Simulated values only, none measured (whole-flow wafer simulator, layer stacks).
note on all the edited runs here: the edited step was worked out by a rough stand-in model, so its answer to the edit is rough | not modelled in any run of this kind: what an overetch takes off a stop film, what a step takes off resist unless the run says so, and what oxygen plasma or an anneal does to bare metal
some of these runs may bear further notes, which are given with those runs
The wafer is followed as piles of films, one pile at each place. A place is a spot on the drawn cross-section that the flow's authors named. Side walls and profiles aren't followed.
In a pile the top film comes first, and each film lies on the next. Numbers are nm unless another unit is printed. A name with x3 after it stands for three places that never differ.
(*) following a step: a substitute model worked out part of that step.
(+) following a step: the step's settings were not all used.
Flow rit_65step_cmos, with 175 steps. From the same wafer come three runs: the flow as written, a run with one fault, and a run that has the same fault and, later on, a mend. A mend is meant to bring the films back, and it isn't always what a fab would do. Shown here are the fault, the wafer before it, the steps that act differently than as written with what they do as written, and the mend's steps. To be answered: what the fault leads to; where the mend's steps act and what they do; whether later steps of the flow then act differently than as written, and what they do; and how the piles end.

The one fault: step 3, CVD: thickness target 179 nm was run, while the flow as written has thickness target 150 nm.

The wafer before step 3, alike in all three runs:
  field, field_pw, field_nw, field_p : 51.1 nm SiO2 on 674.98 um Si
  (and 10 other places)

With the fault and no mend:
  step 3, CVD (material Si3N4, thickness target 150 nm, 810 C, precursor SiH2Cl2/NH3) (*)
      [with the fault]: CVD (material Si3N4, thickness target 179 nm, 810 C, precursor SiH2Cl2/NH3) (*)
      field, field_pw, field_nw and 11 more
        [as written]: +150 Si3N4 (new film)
        [with the fault]: +179 Si3N4 (new film)
  Steps further on in the flow that do not act as written (not shown: 55 more steps that differ only slightly, by at most 2% or 0.5 nm, whichever is larger):
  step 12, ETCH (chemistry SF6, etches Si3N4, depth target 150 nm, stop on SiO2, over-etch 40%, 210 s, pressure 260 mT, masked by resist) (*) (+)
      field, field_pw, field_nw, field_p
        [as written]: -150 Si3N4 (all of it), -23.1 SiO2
        [with the fault]: -179 Si3N4 (all of it), -11.9 SiO2
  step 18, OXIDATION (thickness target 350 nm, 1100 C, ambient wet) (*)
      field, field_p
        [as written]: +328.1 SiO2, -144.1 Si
        [with the fault]: +320.1 SiO2, -140.5 Si
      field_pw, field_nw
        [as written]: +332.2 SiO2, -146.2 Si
        [with the fault]: +324 SiO2, -142.6 Si
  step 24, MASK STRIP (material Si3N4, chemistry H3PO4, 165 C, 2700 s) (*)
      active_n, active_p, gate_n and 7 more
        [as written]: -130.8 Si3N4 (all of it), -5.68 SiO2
        [with the fault]: -159.8 Si3N4 (all of it), -4.57 SiO2
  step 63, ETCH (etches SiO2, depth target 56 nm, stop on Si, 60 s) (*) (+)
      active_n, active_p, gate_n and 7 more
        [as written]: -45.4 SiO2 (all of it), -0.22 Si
        [with the fault]: -46.5 SiO2 (all of it), -0.19 Si
  At the end the piles are close to the flow's at the places that both follow, differing by at most 2% or 0.5 nm, whichever is larger.

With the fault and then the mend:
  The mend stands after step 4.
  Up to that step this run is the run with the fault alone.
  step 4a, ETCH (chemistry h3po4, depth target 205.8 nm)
      field, field_pw, field_nw and 11 more
        -179 Si3N4 (all of it)
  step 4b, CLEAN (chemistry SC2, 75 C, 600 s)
      does not change any film at any place that is followed
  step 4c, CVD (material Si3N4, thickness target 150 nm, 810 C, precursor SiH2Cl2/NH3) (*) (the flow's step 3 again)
      field, field_pw, field_nw and 11 more
        +150 Si3N4 (new film)
  None of the later steps of the flow acts differently than as written at any place that is followed.
  The piles end the same as the flow's at every place that both follow.
